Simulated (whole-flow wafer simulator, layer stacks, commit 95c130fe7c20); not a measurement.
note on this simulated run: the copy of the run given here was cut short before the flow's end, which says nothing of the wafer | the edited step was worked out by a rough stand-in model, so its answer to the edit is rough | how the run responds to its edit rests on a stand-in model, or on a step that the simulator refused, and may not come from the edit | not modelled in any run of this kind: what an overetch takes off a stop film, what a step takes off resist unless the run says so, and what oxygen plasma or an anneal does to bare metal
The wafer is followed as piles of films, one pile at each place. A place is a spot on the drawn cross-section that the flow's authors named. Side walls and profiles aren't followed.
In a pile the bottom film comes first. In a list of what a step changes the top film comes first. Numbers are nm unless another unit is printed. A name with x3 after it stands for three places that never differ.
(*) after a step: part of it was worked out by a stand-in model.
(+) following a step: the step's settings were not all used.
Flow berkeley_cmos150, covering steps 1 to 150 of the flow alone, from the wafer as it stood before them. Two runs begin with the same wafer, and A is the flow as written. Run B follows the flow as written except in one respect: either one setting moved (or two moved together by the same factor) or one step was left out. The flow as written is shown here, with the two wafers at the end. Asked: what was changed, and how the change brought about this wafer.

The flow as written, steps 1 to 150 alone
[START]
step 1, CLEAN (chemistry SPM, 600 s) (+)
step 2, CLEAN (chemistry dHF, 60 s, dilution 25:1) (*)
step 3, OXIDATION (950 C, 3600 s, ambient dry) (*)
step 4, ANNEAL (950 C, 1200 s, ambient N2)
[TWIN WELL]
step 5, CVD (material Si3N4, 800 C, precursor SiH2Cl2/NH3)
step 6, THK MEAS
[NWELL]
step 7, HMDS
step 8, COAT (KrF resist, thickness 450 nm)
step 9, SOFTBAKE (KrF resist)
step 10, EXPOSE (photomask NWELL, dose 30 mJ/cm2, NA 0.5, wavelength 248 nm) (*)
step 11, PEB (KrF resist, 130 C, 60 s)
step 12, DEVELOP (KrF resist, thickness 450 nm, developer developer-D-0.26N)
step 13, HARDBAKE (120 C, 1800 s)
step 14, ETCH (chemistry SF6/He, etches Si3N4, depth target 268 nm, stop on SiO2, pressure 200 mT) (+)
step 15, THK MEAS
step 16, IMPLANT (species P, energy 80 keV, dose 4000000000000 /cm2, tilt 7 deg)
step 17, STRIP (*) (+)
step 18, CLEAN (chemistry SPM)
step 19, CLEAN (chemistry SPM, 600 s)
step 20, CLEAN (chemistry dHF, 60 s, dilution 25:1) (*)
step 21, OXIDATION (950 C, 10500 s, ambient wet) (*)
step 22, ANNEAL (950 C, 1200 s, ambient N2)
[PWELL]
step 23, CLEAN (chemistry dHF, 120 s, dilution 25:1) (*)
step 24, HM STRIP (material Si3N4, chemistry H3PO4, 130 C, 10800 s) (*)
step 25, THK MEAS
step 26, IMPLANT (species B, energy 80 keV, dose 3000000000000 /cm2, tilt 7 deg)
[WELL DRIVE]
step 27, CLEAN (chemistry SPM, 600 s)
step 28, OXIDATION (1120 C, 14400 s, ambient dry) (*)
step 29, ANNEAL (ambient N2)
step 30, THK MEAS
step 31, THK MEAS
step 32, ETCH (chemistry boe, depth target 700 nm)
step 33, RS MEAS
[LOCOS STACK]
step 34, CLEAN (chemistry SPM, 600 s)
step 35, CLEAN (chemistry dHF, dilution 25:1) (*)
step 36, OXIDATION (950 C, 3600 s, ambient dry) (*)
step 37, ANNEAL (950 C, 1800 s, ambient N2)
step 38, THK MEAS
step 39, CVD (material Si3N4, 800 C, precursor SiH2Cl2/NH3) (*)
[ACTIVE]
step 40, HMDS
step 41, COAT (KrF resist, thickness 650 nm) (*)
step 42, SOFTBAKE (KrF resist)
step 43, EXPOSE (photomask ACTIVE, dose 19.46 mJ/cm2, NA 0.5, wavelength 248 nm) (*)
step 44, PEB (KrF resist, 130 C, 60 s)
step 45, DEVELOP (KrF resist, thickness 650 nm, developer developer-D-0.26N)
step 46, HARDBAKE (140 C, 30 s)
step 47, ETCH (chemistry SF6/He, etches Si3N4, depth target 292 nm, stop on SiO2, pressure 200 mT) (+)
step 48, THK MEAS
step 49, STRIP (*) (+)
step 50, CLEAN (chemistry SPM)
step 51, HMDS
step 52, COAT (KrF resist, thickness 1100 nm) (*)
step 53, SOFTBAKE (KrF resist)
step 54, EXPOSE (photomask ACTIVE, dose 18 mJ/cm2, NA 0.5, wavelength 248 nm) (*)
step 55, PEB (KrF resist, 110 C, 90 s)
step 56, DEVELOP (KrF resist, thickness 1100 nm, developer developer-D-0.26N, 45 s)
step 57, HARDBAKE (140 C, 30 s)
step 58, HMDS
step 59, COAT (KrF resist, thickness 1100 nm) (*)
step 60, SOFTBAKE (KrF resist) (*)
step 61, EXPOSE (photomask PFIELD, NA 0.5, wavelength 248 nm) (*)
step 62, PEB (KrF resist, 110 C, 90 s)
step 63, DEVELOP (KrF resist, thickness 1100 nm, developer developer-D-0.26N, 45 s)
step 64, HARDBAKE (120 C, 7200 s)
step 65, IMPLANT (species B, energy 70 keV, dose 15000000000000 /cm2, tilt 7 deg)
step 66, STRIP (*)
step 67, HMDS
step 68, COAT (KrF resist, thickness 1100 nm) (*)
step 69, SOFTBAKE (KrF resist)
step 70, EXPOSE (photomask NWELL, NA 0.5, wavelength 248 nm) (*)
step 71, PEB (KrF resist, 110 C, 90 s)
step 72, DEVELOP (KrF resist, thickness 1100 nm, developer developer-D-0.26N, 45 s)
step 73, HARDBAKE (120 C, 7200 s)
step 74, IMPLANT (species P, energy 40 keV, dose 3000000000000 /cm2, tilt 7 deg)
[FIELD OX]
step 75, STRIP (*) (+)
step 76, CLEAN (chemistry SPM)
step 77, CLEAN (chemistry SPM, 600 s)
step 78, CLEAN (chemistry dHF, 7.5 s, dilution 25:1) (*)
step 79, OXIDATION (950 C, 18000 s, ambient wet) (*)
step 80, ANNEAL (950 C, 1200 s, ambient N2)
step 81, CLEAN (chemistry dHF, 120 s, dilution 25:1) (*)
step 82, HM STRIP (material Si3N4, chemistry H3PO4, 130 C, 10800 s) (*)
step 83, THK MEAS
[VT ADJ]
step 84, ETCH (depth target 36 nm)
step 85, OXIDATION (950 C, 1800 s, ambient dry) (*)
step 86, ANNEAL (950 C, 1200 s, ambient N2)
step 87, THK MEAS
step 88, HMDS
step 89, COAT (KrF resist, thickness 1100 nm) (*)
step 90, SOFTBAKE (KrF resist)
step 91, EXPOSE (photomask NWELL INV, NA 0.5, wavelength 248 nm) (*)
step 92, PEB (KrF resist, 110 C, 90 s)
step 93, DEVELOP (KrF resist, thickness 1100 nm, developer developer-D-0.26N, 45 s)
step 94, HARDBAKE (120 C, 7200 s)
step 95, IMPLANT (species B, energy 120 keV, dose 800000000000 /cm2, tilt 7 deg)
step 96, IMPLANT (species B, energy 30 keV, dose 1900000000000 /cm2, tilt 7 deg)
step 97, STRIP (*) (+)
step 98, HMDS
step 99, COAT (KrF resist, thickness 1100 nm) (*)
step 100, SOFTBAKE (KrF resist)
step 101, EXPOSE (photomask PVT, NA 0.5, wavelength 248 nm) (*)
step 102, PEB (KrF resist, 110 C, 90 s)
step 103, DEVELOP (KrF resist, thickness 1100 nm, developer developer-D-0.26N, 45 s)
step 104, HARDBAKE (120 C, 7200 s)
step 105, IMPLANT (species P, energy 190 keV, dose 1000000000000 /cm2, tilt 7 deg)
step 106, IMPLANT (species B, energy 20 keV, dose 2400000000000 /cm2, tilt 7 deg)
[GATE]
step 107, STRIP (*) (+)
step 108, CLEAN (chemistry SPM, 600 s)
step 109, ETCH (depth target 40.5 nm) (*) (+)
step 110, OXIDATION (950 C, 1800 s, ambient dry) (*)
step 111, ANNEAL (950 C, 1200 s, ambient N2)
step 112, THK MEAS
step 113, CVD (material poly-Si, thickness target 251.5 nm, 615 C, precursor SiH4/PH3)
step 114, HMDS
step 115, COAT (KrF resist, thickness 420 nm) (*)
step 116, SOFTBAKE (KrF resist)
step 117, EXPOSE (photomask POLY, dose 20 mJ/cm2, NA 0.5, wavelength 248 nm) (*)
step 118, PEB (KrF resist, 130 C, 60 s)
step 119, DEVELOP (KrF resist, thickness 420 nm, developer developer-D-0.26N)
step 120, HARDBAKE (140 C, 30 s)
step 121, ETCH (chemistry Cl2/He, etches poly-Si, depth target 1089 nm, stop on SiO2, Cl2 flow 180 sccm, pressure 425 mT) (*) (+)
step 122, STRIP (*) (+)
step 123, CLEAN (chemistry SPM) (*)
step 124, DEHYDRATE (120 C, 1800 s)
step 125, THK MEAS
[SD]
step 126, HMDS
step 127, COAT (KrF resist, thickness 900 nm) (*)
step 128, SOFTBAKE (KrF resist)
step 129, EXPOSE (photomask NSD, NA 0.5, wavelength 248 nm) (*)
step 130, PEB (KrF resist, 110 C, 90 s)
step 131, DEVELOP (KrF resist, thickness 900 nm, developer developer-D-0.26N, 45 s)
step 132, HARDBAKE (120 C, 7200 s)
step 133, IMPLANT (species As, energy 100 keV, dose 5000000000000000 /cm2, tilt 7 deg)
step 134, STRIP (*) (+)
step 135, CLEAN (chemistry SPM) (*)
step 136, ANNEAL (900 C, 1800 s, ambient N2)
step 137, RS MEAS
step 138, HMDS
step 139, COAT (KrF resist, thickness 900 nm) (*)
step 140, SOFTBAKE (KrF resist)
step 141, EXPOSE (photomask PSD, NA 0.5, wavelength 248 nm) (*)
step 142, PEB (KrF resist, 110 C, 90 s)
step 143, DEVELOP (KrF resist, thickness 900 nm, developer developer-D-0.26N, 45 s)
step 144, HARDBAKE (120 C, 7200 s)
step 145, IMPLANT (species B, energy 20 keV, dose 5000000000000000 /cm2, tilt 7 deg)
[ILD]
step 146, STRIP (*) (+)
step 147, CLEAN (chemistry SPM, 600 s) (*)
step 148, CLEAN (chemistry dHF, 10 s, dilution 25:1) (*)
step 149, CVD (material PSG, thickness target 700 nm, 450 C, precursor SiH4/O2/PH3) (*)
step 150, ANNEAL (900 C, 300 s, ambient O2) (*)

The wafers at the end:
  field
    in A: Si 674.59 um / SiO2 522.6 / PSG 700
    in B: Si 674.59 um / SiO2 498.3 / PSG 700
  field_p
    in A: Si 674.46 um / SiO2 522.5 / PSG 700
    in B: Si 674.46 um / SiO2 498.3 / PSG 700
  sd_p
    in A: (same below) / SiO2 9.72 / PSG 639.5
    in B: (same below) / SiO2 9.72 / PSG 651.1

The reason: step 109, ETCH: depth target 64.8 nm was run, while the flow as written has depth target 40.5 nm.

The path from the change to this, step by step:
  step 109, ETCH (depth target 40.5 nm) (*) (+)
      field, field_p: A SiO2 loses 40.5 | B SiO2 loses 64.8
  step 115, COAT (KrF resist, thickness 420 nm) (*)
      sd_n: A KrF resist gains 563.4 (new film) | B KrF resist gains 544.1 (new film)
      sd_p: A KrF resist gains 559.7 (new film) | B KrF resist gains 547.9 (new film)
      (and at 1 other place as well)
  step 119, DEVELOP (KrF resist, thickness 420 nm, developer developer-D-0.26N)
      sd_n: A KrF resist loses 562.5 (all of it) | B KrF resist loses 543.3 (all of it)
      sd_p: A KrF resist loses 558.9 (all of it) | B KrF resist loses 547.1 (all of it)
      (and at 1 other place as well)
  step 122, STRIP (*) (+)
      gate_n: A chemical SiO2 gains 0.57 (new film), KrF resist loses 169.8 (all of it), poly-Si loses 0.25 | B chemical SiO2 gains 0.57 (new film), KrF resist loses 163.7 (all of it), poly-Si loses 0.25
      gate_p: A chemical SiO2 gains 0.57 (new film), KrF resist loses 206.4 (all of it), poly-Si loses 0.25 | B chemical SiO2 gains 0.57 (new film), KrF resist loses 199.8 (all of it), poly-Si loses 0.25
  step 127, COAT (KrF resist, thickness 900 nm) (*)
      sd_n: A KrF resist gains 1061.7 (new film) | B KrF resist gains 1038.6 (new film)
  step 131, DEVELOP (KrF resist, thickness 900 nm, developer developer-D-0.26N, 45 s)
      sd_n: A KrF resist loses 1054.3 (all of it) | B KrF resist loses 1031.4 (all of it)
  step 139, COAT (KrF resist, thickness 900 nm) (*)
      sd_n: A KrF resist gains 1061.7 (new film) | B KrF resist gains 1038.6 (new film)
  step 146, STRIP (*) (+)
      sd_n: A KrF resist loses 1024.1 (all of it) | B KrF resist loses 1001.6 (all of it)
